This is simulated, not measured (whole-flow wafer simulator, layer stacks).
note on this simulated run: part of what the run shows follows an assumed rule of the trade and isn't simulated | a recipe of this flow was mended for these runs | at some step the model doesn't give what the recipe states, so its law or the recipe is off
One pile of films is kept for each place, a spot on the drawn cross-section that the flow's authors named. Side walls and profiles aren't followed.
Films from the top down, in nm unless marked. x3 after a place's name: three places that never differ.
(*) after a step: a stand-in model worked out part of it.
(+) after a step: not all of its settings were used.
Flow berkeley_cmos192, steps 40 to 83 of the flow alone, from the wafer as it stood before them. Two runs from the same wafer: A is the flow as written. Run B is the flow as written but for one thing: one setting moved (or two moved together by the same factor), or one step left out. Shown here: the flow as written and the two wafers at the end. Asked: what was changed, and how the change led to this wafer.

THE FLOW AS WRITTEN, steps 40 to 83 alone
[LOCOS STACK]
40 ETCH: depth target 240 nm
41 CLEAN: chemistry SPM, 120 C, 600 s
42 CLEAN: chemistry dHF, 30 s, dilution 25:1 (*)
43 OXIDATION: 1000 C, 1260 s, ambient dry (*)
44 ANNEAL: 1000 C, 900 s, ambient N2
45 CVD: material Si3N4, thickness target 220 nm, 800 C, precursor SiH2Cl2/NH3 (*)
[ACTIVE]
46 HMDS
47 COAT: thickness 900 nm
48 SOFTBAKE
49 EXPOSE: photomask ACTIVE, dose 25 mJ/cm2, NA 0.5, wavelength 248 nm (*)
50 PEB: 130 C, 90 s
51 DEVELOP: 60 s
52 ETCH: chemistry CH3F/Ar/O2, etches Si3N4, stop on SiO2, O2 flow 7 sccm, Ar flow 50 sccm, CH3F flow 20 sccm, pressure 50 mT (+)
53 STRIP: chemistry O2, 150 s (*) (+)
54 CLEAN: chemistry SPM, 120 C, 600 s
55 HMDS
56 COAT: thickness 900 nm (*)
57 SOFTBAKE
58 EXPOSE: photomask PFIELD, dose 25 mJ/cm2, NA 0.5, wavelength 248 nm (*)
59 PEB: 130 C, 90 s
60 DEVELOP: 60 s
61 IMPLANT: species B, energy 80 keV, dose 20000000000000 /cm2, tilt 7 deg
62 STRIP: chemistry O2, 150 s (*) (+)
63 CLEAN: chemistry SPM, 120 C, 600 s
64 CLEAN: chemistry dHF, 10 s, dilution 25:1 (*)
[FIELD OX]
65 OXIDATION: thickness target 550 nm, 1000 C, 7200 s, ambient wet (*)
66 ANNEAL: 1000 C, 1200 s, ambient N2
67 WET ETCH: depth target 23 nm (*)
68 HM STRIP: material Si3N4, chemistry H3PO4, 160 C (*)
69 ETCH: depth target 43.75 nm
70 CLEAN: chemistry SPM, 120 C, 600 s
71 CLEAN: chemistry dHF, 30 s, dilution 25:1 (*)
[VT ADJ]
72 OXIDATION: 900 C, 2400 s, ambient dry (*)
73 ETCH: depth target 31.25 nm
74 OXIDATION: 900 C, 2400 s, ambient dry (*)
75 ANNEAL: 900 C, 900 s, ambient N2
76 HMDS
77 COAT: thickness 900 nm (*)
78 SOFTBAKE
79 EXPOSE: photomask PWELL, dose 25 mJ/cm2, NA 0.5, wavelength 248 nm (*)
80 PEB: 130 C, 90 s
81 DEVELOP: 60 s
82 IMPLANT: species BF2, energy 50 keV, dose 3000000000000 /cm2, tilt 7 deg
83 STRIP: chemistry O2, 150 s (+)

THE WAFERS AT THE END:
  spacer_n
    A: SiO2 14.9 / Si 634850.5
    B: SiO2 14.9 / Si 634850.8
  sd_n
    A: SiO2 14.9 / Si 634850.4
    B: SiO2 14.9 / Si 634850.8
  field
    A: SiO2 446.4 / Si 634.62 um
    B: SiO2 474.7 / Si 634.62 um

The cause: step 69, ETCH: depth target 15.31 nm was run, where the flow has depth target 43.75 nm.

How the change led to this, step by step:
  69 ETCH: depth target 43.75 nm
      spacer_n, gate, spacer_p, gate_p, contact, m1: A SiO2 -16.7 (all of it) | B SiO2 -15.3
      sd_n, sd_p: A SiO2 -16.8 (all of it) | B SiO2 -15.3
      (and at 1 more place)
  70 CLEAN: chemistry SPM, 120 C, 600 s
      sd_n, spacer_n, gate, sd_p, spacer_p, gate_p, contact, m1: A chemical SiO2 +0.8 (new film), Si -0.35 | B nothing
  71 CLEAN: chemistry dHF, 30 s, dilution 25:1 (*)
      spacer_n, spacer_p, gate_p, contact, m1: A chemical SiO2 -0.8 (all of it) | B SiO2 -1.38 (all of it)
      sd_n, sd_p: A chemical SiO2 -0.8 (all of it) | B SiO2 -1.44 (all of it)
      (and at 1 more place)
